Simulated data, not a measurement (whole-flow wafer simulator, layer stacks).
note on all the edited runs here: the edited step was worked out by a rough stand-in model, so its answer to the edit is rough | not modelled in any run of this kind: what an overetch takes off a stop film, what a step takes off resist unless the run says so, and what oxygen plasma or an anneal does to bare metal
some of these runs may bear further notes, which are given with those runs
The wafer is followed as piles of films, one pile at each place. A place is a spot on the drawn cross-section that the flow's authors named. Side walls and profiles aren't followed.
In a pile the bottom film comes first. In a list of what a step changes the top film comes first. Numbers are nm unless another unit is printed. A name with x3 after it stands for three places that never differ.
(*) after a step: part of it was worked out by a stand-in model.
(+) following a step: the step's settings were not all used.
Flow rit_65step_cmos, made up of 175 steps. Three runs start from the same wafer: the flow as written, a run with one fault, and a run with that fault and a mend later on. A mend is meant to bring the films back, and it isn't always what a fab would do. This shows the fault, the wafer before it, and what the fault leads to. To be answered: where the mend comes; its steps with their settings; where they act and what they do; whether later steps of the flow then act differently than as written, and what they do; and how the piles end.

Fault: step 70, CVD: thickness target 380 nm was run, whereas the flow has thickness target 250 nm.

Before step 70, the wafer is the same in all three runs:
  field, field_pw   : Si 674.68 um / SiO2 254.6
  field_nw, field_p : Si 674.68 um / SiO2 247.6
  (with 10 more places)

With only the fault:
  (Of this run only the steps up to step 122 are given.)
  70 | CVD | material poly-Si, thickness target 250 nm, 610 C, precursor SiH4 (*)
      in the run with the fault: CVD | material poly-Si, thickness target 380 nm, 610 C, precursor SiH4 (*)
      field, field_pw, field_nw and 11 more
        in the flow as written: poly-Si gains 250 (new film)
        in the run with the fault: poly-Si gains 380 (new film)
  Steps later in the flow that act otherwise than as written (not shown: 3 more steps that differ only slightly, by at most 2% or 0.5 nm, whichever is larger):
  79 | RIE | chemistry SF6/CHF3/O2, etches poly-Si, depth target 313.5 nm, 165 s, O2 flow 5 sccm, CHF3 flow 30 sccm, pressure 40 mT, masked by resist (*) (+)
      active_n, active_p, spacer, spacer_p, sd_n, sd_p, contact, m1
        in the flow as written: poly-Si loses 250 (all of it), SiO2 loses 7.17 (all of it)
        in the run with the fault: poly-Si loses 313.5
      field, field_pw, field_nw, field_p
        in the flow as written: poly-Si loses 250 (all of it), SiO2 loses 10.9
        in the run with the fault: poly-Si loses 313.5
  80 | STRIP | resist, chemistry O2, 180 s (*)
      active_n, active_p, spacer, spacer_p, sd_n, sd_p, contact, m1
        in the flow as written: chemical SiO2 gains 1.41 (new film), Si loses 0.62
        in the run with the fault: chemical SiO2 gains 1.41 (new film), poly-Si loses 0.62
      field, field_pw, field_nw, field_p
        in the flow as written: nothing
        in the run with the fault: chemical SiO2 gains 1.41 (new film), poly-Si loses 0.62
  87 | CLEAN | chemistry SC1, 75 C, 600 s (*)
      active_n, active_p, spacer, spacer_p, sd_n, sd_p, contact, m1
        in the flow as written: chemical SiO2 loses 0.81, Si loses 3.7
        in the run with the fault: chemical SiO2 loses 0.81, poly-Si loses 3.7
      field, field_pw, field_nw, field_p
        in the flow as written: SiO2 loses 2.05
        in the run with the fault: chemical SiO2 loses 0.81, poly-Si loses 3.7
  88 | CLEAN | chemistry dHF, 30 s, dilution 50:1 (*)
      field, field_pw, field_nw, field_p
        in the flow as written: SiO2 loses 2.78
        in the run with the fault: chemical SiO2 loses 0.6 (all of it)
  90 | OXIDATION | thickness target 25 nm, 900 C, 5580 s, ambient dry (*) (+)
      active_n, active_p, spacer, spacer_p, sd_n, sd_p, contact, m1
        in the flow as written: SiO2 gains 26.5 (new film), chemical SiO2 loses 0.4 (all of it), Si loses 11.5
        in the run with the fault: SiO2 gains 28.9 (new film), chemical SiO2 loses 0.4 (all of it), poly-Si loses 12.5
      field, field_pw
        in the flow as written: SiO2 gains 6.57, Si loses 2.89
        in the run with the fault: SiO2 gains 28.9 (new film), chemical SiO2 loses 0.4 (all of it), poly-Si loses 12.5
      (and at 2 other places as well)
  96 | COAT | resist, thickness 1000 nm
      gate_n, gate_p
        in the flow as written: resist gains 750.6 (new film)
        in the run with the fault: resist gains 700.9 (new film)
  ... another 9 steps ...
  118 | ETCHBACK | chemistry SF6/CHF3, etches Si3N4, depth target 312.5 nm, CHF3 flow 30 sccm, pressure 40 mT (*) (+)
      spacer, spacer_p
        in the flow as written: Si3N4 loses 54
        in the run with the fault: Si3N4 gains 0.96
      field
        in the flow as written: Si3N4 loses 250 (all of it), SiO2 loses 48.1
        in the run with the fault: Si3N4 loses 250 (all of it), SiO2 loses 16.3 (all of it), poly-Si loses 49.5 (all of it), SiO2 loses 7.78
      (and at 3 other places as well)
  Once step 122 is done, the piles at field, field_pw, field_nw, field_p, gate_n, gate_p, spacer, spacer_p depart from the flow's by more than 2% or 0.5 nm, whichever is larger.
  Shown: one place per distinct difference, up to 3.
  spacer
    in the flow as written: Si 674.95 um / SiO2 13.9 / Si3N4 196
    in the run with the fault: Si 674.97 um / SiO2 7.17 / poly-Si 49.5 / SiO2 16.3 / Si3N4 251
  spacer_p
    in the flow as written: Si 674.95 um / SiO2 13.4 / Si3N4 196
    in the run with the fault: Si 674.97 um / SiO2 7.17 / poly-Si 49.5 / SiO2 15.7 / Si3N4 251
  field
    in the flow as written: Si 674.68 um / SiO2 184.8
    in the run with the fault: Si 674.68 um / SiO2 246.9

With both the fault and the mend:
  After step 71 comes the mend.
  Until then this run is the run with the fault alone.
  71a | ETCH | chemistry tmah, depth target 130 nm
      field, field_pw, field_nw and 11 more
        poly-Si loses 130
  Every later step of the flow that is run acts as written at every place that is followed.
  By the end, the piles equal the flow's at every place that both follow.
